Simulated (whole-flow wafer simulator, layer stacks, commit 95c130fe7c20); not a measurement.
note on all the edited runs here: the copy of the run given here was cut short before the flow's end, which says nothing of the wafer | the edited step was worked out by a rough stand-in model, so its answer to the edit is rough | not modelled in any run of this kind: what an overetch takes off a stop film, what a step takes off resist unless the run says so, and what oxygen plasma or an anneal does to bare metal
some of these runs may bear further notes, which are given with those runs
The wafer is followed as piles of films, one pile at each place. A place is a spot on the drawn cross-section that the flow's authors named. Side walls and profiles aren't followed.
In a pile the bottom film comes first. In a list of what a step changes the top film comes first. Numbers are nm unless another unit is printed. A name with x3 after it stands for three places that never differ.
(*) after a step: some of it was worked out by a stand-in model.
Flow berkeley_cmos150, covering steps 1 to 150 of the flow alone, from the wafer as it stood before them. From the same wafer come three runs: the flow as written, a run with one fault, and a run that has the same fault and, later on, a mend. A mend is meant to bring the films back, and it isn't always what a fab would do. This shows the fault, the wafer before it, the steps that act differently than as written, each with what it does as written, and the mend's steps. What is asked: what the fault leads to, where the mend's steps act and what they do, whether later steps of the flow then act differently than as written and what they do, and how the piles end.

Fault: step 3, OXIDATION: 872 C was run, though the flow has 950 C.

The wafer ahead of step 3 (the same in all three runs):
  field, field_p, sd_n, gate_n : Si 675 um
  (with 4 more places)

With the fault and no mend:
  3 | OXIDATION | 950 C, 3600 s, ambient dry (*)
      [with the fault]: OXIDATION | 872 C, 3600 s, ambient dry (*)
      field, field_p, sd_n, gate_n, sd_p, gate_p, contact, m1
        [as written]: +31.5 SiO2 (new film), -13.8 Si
        [with the fault]: +14.6 SiO2 (new film), -6.41 Si
  Later steps of the flow acting differently than as written (34 more steps, not shown, differ only slightly: by at most 2% or 0.5 nm, whichever is larger):
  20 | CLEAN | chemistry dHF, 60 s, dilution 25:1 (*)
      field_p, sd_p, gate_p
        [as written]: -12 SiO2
        [with the fault]: -11.5 SiO2 (all of it)
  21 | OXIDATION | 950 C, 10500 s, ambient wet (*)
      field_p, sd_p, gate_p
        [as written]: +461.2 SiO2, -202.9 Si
        [with the fault]: +473 SiO2 (new film), -208.1 Si
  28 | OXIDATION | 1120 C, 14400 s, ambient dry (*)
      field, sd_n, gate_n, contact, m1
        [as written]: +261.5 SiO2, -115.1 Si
        [with the fault]: +275.7 SiO2, -121.3 Si
  At the end the piles are close to the flow's at the places that both follow, differing by at most 2% or 0.5 nm, whichever is larger.

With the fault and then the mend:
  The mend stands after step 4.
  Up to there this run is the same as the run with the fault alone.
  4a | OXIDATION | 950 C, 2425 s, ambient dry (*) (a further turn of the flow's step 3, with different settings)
      field, field_p, sd_n, gate_n, sd_p, gate_p, contact, m1
        +17 SiO2, -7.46 Si
  Later steps of the flow that are run all act as written at every place that is followed, up to a difference of at most 2% or 0.5 nm, whichever is larger.
  By the end, the piles equal the flow's at every place that both follow.
